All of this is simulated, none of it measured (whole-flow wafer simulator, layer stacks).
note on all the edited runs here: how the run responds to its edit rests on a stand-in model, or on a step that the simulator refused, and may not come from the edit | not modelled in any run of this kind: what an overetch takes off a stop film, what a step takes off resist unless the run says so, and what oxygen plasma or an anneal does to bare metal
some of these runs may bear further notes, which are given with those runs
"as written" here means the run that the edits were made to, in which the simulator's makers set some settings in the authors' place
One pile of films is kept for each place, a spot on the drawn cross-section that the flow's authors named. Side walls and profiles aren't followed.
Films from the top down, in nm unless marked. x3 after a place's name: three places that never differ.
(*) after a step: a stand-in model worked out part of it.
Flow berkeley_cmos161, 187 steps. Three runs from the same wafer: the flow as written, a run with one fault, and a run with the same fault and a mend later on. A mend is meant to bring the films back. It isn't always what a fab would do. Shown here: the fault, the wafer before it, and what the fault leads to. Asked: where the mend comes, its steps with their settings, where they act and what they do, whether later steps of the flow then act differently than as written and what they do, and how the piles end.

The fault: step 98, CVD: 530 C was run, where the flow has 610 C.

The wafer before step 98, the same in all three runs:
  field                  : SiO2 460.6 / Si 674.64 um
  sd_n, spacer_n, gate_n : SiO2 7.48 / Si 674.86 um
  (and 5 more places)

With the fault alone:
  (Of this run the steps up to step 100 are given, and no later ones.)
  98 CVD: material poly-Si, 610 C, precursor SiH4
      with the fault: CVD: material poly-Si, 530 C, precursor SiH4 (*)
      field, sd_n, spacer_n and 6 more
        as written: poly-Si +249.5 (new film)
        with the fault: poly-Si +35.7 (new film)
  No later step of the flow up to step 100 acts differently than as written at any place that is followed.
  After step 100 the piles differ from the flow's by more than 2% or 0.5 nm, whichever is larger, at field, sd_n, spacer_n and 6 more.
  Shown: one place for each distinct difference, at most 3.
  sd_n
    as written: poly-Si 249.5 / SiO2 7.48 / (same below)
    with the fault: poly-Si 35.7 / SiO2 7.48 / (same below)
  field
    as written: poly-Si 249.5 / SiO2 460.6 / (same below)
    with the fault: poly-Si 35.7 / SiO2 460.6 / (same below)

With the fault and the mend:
  The mend comes after step 100.
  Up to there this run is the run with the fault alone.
  100a CVD: material poly-Si, 610 C, precursor SiH4 (*) (the flow's step 98 once more, with other settings that aren't printed)
      field, sd_n, spacer_n and 6 more
        poly-Si +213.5
  No later step of the flow acts differently than as written, at any place that is followed, by more than 2% or 0.5 nm, whichever is larger.
  At the end the piles differ from the flow's only slightly at the places that both follow, by at most 2% or 0.5 nm, whichever is larger.
